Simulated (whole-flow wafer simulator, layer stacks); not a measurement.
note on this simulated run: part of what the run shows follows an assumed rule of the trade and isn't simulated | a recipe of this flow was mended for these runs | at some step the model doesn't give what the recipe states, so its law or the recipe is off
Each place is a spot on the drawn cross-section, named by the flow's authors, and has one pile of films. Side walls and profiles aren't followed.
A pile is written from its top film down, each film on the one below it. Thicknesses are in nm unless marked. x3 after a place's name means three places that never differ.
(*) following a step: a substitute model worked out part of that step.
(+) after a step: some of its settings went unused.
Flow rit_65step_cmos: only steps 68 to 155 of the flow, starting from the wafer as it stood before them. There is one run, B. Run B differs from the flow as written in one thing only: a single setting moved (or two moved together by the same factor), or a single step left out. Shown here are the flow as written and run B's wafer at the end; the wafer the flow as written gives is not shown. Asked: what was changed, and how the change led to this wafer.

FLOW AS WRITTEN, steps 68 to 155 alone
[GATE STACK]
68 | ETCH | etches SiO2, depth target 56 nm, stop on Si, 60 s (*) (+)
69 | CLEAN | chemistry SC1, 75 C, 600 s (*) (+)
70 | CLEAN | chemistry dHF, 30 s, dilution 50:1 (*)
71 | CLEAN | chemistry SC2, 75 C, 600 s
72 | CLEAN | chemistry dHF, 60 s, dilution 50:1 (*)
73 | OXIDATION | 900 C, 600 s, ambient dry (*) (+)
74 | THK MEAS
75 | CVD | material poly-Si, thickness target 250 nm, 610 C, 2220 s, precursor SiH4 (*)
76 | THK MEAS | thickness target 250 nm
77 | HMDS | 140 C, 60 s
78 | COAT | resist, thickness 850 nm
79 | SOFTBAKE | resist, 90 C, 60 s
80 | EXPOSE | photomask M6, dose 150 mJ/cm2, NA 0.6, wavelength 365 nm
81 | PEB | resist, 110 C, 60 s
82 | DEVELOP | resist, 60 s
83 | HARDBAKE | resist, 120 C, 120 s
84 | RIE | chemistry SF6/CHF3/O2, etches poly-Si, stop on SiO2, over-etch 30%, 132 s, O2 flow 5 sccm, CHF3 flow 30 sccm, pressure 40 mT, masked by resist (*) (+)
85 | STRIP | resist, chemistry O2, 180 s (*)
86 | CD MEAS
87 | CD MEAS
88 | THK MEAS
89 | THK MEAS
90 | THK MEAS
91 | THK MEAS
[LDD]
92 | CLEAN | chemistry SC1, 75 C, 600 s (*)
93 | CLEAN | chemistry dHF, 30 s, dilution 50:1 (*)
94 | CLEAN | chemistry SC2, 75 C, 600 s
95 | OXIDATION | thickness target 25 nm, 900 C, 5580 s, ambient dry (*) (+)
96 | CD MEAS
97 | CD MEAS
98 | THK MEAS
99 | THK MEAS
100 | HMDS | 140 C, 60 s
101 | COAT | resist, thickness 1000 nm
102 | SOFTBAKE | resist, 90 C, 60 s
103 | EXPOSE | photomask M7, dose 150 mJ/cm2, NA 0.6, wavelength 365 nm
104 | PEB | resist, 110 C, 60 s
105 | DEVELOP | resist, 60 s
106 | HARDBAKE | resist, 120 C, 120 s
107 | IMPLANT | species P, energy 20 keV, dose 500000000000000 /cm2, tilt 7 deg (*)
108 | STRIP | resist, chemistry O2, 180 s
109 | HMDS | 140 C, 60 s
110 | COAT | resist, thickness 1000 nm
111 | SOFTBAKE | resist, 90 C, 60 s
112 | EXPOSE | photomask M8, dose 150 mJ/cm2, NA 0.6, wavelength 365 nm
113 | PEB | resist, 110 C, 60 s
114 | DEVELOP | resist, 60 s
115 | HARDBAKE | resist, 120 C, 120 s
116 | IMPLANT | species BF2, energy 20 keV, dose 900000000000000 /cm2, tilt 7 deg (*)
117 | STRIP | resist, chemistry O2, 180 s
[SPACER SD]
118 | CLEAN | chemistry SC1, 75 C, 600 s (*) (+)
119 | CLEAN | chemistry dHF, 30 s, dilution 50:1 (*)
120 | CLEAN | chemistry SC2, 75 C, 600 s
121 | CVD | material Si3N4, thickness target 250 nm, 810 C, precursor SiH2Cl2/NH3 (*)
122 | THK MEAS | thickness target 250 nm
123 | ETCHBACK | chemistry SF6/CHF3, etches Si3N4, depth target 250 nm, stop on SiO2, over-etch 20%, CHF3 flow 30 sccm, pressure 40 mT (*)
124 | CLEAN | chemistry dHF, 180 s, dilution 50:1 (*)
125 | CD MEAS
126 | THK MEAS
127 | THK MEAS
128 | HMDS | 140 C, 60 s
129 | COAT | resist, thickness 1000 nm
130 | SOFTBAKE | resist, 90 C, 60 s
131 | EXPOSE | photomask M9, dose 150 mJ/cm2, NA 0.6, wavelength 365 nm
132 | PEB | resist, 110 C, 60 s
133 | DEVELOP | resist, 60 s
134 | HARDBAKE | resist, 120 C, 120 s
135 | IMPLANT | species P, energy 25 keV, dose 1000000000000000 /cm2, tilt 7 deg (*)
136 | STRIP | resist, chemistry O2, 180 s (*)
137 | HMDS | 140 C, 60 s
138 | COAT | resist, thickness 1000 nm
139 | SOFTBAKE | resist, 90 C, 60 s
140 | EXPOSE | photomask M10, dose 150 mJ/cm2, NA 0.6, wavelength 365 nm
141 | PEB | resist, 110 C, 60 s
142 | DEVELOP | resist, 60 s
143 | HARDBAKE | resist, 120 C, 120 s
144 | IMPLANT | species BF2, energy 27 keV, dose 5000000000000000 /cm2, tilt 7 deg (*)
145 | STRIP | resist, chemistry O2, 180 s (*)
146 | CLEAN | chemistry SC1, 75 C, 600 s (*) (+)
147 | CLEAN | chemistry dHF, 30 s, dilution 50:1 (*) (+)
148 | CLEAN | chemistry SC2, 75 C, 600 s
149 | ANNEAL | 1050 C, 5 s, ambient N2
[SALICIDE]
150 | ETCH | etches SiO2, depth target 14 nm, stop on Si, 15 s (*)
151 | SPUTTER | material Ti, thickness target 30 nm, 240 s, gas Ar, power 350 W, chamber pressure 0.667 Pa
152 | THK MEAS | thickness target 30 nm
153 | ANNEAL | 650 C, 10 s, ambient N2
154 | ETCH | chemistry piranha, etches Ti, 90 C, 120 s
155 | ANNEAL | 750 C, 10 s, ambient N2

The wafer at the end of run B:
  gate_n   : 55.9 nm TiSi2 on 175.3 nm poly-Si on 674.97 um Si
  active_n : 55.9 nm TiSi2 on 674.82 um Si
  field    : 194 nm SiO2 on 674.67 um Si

The reason: step 73, OXIDATION: 900 C, 600 s, ambient dry (*) (+), was not run.

The path from the change to this, step by step:
  84 | RIE | chemistry SF6/CHF3/O2, etches poly-Si, stop on SiO2, over-etch 30%, 132 s, O2 flow 5 sccm, CHF3 flow 30 sccm, pressure 40 mT, masked by resist (*) (+)
      active_n, active_p, spacer, spacer_p, sd_n, sd_p, contact, m1: -250 poly-Si (all of it), -75 Si (it would be, as written: -250 poly-Si (all of it), -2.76 SiO2)
  85 | STRIP | resist, chemistry O2, 180 s (*)
      active_n, active_p, spacer, spacer_p, sd_n, sd_p, contact, m1: +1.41 chemical SiO2 (new film), -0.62 Si (it would be, as written: nothing)
  92 | CLEAN | chemistry SC1, 75 C, 600 s (*)
      active_n, active_p, spacer, spacer_p, sd_n, sd_p, contact, m1: -0.81 chemical SiO2, -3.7 Si (it would be, as written: -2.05 SiO2)
  93 | CLEAN | chemistry dHF, 30 s, dilution 50:1 (*)
      active_n, active_p, spacer, spacer_p, sd_n, sd_p, contact, m1: -0.6 chemical SiO2 (all of it) (it would be, as written: -2.36 SiO2 (all of it))
  101 | COAT | resist, thickness 1000 nm
      gate_n, gate_p: +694 resist (new film) (it would be, as written: +754.9 resist (new film))
      field: +983.8 resist (new film) (it would be, as written: +1037.2 resist (new film))
      (also at 3 further places)
  104 | PEB | resist, 110 C, 60 s
      gate_n, gate_p: -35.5 resist (it would be, as written: -38.8 resist)
      field: -51.1 resist (it would be, as written: -53.9 resist)
      (also at 3 further places)
  105 | DEVELOP | resist, 60 s
      field: -932.6 resist (all of it) (it would be, as written: -983.3 resist (all of it))
      gate_n: -658.5 resist (all of it) (it would be, as written: -716.2 resist (all of it))
  106 | HARDBAKE | resist, 120 C, 120 s
      field_pw: -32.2 resist (it would be, as written: -33.5 resist)
      field_nw: -32.4 resist (it would be, as written: -33.7 resist)
      (also at 2 further places)
  108 | STRIP | resist, chemistry O2, 180 s
      field_pw: -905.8 resist (all of it) (it would be, as written: -941.3 resist (all of it))
      field_nw: -911.2 resist (all of it) (it would be, as written: -946.6 resist (all of it))
      (also at 2 further places)
  110 | COAT | resist, thickness 1000 nm
      gate_n, gate_p: +694 resist (new film) (it would be, as written: +754.9 resist (new film))
      field: +983.8 resist (new film) (it would be, as written: +1037.2 resist (new film))
      (also at 3 further places)
  113 | PEB | resist, 110 C, 60 s
      gate_n, gate_p: -35.5 resist (it would be, as written: -38.8 resist)
      field: -51.1 resist (it would be, as written: -53.9 resist)
      (also at 3 further places)
  114 | DEVELOP | resist, 60 s
      field_p: -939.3 resist (all of it) (it would be, as written: -989.5 resist (all of it))
      gate_p: -658.5 resist (all of it) (it would be, as written: -716.1 resist (all of it))
  115 | HARDBAKE | resist, 120 C, 120 s
      field: -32 resist (it would be, as written: -33.8 resist)
      field_pw: -32.2 resist (it would be, as written: -33.5 resist)
      (also at 2 further places)
  117 | STRIP | resist, chemistry O2, 180 s
      field: -900.6 resist (all of it) (it would be, as written: -949.5 resist (all of it))
      field_pw: -905.8 resist (all of it) (it would be, as written: -941.3 resist (all of it))
      (also at 2 further places)
  129 | COAT | resist, thickness 1000 nm
      field: +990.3 resist (new film) (it would be, as written: +1043.1 resist (new film))
      field_pw: +989.6 resist (new film) (it would be, as written: +1027.8 resist (new film))
      (also at 6 further places)
  132 | PEB | resist, 110 C, 60 s
      gate_n, gate_p: -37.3 resist (it would be, as written: -40.1 resist)
      field: -51.5 resist (it would be, as written: -54.2 resist)
      (also at 5 further places)
  ... 7 further steps ...
  145 | STRIP | resist, chemistry O2, 180 s (*)
      field: -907 resist (all of it) (it would be, as written: -955.4 resist (all of it))
      field_pw: -906.3 resist (all of it) (it would be, as written: -941.2 resist (all of it))
      (also at 3 further places)
